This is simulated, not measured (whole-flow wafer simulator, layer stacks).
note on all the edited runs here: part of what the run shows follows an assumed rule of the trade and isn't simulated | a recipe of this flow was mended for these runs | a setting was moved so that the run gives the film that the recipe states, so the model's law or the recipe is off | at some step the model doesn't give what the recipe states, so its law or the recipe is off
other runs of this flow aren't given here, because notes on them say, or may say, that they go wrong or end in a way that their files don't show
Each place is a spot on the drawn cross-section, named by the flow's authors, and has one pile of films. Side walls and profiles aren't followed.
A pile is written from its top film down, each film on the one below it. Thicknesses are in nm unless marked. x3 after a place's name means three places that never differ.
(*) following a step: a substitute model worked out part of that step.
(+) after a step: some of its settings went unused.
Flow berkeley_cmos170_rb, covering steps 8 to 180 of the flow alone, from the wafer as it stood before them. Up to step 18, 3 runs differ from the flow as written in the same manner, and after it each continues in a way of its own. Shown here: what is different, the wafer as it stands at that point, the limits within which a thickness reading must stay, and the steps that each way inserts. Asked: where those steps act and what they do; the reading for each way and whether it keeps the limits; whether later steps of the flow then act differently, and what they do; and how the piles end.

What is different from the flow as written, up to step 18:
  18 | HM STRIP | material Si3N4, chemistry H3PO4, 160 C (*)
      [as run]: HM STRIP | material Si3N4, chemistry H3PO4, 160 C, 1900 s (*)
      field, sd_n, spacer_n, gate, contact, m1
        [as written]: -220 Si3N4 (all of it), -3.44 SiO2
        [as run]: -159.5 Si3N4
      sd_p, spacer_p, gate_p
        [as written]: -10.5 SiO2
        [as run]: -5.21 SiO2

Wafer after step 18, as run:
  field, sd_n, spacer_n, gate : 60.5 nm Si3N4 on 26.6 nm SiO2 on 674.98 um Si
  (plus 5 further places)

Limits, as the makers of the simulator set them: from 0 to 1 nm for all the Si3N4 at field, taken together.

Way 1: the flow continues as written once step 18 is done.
  After step 18, the reading is 60.5 nm, outside the limits.
  Steps later in the flow that act otherwise than as written (not shown: 54 more steps that differ only slightly, by at most 2% or 0.5 nm, whichever is larger):
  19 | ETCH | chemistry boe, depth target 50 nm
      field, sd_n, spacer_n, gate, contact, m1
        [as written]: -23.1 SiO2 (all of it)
        [this way]: -0.5 Si3N4
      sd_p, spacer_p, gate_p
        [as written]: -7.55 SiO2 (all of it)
        [this way]: -12.9 SiO2 (all of it)
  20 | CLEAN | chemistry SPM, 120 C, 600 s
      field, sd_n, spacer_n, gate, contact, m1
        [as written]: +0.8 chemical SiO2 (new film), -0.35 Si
        [this way]: nothing
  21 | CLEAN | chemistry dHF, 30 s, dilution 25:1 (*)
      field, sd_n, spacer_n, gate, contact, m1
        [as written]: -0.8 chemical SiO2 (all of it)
        [this way]: -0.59 Si3N4
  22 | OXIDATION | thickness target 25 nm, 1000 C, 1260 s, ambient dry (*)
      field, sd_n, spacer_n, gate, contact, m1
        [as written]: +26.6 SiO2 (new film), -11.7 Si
        [this way]: nothing
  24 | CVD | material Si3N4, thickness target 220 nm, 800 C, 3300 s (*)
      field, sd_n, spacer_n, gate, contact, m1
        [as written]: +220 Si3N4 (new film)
        [this way]: +220 Si3N4
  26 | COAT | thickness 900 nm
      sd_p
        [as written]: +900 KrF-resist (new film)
        [this way]: +967.9 KrF-resist (new film)
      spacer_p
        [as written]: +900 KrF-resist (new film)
        [this way]: +930.7 KrF-resist (new film)
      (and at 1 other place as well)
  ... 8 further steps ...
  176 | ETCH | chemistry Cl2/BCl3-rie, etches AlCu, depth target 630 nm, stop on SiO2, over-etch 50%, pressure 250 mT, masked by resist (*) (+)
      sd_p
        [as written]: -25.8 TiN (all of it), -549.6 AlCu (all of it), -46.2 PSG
        [this way]: -25.4 TiN (all of it), -540.8 AlCu (all of it), -47.4 PSG
  The piles end different from the flow's at sd_p by more than 2% or 0.5 nm, whichever is larger.
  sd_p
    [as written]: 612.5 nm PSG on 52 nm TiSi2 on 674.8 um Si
    [this way]: 604.7 nm PSG on 50 nm TiSi2 on 674.8 um Si

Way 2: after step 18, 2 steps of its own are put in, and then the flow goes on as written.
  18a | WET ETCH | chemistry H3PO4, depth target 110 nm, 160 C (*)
      field, sd_n, spacer_n, gate, contact, m1
        -60.5 Si3N4 (all of it), -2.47 SiO2
      sd_p, spacer_p, gate_p
        -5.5 SiO2
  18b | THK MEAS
      leaves every film unchanged at each place that is followed
  After step 18b, the reading is 0 nm, within the limits.
  Steps later in the flow that act otherwise than as written:
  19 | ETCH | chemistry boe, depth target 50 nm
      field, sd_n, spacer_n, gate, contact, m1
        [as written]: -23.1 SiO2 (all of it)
        [this way]: -24.1 SiO2 (all of it)
  By the end, the piles equal the flow's at every place that both follow.

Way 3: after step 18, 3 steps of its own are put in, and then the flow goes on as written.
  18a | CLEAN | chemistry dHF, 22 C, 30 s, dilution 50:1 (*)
      field, sd_n, spacer_n, gate, contact, m1
        -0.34 Si3N4
      sd_p, spacer_p, gate_p
        -3.02 SiO2
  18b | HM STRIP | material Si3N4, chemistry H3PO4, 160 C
      field, sd_n, spacer_n, gate, contact, m1
        -60.2 Si3N4 (all of it), -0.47 SiO2
      sd_p, spacer_p, gate_p
        -0.94 SiO2
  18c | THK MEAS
      leaves every film unchanged at each place that is followed
  After step 18c, the reading is 0 nm, within the limits.
  Steps later in the flow that act otherwise than as written:
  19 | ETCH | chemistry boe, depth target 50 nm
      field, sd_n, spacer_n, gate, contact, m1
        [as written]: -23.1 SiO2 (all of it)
        [this way]: -26.1 SiO2 (all of it)
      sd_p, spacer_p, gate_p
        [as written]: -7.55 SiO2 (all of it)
        [this way]: -8.92 SiO2 (all of it)
  By the end, the piles equal the flow's at every place that both follow.

The limits are kept by: way 2, way 3. They are not kept by: way 1.
